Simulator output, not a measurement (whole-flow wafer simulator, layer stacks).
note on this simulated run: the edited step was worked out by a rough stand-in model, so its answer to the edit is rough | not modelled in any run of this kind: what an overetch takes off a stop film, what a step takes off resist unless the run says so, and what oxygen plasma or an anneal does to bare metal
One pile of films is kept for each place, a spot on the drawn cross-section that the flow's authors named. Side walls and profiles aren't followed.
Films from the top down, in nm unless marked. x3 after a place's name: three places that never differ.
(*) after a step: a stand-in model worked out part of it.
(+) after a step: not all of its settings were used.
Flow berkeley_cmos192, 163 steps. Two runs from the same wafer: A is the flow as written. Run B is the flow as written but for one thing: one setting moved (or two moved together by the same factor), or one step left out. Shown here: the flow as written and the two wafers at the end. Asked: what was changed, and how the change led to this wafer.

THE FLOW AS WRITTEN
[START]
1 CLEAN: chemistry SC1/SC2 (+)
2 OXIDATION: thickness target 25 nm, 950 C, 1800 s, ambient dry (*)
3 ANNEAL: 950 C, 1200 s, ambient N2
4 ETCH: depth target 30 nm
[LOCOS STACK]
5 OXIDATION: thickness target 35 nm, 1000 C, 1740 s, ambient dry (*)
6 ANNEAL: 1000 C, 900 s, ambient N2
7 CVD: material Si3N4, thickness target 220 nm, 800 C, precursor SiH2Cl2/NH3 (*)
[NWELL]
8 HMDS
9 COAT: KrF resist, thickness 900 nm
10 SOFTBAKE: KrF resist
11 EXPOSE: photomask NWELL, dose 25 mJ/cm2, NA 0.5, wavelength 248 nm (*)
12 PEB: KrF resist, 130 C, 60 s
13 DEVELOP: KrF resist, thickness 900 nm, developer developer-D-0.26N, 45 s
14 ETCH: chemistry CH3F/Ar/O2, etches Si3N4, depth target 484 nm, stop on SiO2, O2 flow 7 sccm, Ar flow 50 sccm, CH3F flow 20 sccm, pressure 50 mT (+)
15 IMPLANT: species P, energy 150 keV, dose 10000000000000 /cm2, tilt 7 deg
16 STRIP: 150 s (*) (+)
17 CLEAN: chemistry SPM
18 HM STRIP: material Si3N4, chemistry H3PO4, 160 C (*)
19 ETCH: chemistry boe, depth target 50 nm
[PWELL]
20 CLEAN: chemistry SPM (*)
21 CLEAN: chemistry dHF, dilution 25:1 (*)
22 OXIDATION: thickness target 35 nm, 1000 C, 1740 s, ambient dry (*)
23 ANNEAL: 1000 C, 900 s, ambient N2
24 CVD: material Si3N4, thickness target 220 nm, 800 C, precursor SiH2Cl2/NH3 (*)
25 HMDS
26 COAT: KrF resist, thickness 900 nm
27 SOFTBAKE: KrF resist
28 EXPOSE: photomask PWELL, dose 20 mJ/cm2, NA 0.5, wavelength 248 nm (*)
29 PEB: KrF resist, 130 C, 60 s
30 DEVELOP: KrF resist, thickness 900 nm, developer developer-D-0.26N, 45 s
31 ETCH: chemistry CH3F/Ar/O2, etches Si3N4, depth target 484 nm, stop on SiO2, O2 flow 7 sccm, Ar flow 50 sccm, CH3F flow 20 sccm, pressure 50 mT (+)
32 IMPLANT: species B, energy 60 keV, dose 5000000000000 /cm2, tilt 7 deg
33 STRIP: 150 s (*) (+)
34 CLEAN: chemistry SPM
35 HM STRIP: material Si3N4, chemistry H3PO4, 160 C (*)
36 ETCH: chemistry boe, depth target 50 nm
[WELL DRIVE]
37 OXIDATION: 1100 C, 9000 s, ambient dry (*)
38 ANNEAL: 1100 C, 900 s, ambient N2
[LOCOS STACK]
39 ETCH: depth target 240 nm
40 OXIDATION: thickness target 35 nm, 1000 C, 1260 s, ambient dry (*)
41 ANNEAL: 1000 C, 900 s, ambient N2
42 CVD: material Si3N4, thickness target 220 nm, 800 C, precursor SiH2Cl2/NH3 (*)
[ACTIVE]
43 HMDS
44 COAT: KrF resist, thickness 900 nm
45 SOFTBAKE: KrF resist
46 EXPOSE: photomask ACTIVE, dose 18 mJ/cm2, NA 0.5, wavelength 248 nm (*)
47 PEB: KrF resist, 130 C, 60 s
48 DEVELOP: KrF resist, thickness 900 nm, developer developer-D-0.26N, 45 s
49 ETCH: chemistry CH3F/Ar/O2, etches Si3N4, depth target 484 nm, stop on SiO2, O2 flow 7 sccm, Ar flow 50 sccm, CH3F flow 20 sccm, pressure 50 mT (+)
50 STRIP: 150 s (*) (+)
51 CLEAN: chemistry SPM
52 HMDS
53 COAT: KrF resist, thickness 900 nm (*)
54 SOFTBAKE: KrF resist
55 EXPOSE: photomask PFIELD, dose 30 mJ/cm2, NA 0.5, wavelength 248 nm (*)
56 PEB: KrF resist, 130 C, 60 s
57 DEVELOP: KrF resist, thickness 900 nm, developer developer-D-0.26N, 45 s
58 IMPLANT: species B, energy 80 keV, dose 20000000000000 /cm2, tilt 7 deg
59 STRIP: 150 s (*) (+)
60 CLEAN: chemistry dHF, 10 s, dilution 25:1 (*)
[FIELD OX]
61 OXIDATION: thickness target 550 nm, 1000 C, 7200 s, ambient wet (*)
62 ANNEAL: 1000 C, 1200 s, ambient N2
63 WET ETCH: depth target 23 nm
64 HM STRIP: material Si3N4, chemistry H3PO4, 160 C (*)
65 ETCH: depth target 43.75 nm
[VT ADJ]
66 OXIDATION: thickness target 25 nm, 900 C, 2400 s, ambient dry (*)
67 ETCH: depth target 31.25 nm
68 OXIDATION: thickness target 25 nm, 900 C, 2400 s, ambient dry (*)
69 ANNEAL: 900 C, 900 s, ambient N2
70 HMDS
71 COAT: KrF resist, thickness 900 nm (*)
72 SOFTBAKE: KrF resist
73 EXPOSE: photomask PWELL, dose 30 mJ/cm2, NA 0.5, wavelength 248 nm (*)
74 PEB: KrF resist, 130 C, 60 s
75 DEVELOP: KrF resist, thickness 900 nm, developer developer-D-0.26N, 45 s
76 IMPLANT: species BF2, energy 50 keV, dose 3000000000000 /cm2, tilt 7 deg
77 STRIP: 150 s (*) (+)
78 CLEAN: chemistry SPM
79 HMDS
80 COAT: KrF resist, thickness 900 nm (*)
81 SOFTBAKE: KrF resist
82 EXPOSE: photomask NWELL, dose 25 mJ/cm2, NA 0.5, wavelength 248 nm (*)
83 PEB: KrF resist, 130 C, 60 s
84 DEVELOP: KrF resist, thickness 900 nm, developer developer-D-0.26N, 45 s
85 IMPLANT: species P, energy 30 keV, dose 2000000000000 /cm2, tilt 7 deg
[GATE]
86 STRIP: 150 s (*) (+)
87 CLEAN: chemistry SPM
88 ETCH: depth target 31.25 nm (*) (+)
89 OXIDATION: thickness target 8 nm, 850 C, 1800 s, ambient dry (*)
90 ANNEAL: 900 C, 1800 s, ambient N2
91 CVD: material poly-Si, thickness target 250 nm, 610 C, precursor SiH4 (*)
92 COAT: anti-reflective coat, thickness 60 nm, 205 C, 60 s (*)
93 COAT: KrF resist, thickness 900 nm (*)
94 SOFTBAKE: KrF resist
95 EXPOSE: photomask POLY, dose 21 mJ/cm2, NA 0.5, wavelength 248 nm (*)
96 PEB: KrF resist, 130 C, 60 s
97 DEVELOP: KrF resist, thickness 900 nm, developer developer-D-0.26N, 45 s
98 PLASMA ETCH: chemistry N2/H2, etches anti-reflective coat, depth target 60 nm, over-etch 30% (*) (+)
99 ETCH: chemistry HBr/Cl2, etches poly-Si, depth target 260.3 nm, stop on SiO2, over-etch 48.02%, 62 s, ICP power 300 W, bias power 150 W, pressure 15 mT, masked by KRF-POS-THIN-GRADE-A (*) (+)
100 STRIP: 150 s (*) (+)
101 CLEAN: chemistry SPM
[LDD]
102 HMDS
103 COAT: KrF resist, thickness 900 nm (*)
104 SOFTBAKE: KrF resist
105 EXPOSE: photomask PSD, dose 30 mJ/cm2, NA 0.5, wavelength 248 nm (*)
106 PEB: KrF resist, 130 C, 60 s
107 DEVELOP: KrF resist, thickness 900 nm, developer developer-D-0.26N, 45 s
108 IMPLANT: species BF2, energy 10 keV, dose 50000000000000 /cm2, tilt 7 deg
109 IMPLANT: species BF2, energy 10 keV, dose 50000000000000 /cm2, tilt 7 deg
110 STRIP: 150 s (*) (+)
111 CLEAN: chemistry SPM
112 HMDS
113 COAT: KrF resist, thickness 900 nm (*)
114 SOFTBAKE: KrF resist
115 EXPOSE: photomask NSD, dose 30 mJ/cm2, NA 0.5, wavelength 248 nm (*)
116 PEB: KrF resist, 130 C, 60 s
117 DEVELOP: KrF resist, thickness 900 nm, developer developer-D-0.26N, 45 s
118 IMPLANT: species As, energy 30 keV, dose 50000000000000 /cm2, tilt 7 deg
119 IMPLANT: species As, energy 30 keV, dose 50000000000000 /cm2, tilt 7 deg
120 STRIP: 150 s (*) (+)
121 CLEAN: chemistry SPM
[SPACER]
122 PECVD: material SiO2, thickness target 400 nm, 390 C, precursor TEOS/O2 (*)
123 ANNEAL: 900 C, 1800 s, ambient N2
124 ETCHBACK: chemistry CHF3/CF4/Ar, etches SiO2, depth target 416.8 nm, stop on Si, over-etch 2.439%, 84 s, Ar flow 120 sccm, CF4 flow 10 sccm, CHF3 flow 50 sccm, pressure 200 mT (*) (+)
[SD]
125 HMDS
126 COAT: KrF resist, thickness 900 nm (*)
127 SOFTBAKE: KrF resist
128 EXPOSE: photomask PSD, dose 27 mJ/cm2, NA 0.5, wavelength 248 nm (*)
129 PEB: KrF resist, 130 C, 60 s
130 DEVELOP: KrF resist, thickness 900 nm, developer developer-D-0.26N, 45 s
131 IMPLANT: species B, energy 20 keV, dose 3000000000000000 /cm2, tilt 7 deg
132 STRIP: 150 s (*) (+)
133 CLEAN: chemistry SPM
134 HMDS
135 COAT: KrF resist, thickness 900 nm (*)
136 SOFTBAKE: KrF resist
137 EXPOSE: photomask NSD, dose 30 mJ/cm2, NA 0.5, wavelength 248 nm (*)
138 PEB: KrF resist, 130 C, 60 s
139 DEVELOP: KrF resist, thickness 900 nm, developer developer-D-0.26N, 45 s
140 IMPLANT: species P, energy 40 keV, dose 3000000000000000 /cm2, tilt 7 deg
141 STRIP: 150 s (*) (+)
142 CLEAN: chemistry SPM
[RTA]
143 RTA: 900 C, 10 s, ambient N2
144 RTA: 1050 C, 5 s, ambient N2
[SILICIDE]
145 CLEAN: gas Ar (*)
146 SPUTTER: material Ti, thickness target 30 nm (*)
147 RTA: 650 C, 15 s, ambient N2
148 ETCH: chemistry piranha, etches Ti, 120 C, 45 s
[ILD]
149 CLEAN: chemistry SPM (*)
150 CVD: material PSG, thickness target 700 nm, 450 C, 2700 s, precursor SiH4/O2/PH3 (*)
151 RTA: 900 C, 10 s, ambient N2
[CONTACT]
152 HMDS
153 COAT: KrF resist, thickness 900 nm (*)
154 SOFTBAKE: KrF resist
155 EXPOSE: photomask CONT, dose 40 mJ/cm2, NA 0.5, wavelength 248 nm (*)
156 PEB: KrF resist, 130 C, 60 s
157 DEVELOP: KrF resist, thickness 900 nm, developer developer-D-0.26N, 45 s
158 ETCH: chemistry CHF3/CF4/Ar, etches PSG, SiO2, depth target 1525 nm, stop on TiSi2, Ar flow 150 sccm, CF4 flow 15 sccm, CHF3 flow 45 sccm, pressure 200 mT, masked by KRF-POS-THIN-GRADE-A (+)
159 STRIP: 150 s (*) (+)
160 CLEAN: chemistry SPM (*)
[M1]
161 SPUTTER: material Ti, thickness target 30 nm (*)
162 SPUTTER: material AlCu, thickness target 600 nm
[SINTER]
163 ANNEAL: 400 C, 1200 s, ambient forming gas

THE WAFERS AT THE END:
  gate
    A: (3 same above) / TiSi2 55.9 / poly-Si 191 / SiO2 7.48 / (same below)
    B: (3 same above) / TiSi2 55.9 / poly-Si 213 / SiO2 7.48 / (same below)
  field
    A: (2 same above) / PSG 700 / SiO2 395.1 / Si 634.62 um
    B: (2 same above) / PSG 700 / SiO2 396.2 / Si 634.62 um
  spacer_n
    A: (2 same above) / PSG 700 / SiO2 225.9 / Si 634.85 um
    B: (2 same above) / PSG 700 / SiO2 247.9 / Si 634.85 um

The cause: step 91, CVD: thickness target 272 nm was run, where the flow has thickness target 250 nm.

How the change led to this, step by step:
  91 CVD: material poly-Si, thickness target 250 nm, 610 C, precursor SiH4 (*)
      field, sd_n, spacer_n and 6 more: A poly-Si +250 (new film) | B poly-Si +272 (new film)
  99 ETCH: chemistry HBr/Cl2, etches poly-Si, depth target 260.3 nm, stop on SiO2, over-etch 48.02%, 62 s, ICP power 300 W, bias power 150 W, pressure 15 mT, masked by KRF-POS-THIN-GRADE-A (*) (+)
      spacer_n, spacer_p: A poly-Si -245.8 (all of it), SiO2 -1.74 | B poly-Si -267.7 (all of it), SiO2 -0.59
      field: A poly-Si -245.8 (all of it), SiO2 -1.74 | B poly-Si -267.8 (all of it), SiO2 -0.59
      (and at 4 more places)
  103 COAT: KrF resist, thickness 900 nm (*)
      gate: A KrF resist +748 (new film) | B KrF resist +730 (new film)
      gate_p: A KrF resist +744.1 (new film) | B KrF resist +726 (new film)
  107 DEVELOP: KrF resist, thickness 900 nm, developer developer-D-0.26N, 45 s
      gate_p: A KrF resist -742.9 (all of it) | B KrF resist -724.9 (all of it)
  110 STRIP: 150 s (*) (+)
      gate: A KrF resist -732.7 (all of it), chemical SiO2 +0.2, poly-Si -0.09 | B KrF resist -714.6 (all of it), chemical SiO2 +0.2, poly-Si -0.09
  113 COAT: KrF resist, thickness 900 nm (*)
      gate: A KrF resist +747.9 (new film) | B KrF resist +729.9 (new film)
      gate_p: A KrF resist +743.9 (new film) | B KrF resist +725.9 (new film)
  117 DEVELOP: KrF resist, thickness 900 nm, developer developer-D-0.26N, 45 s
      gate: A KrF resist -746.8 (all of it) | B KrF resist -728.8 (all of it)
  120 STRIP: 150 s (*) (+)
      gate_p: A KrF resist -728.6 (all of it), chemical SiO2 +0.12, poly-Si -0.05 | B KrF resist -710.6 (all of it), chemical SiO2 +0.12, poly-Si -0.05
  124 ETCHBACK: chemistry CHF3/CF4/Ar, etches SiO2, depth target 416.8 nm, stop on Si, over-etch 2.439%, 84 s, Ar flow 120 sccm, CF4 flow 10 sccm, CHF3 flow 50 sccm, pressure 200 mT (*) (+)
      spacer_n: A SiO2 -160 | B SiO2 -139.1
      spacer_p: A SiO2 -159.9 | B SiO2 -139.1
  126 COAT: KrF resist, thickness 900 nm (*)
      spacer_n: A KrF resist +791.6 (new film) | B KrF resist +775.6 (new film)
      gate: A KrF resist +771.5 (new film) | B KrF resist +755.9 (new film)
      (and at 2 more places)
  130 DEVELOP: KrF resist, thickness 900 nm, developer developer-D-0.26N, 45 s
      spacer_p: A KrF resist -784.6 (all of it) | B KrF resist -768.7 (all of it)
      gate_p: A KrF resist -764.3 (all of it) | B KrF resist -748.8 (all of it)
  132 STRIP: 150 s (*) (+)
      spacer_n: A KrF resist -776.1 (all of it) | B KrF resist -760.2 (all of it)
      gate: A chemical SiO2 +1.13 (new film), KrF resist -756.1 (all of it), poly-Si -0.5 | B chemical SiO2 +1.13 (new film), KrF resist -740.5 (all of it), poly-Si -0.5
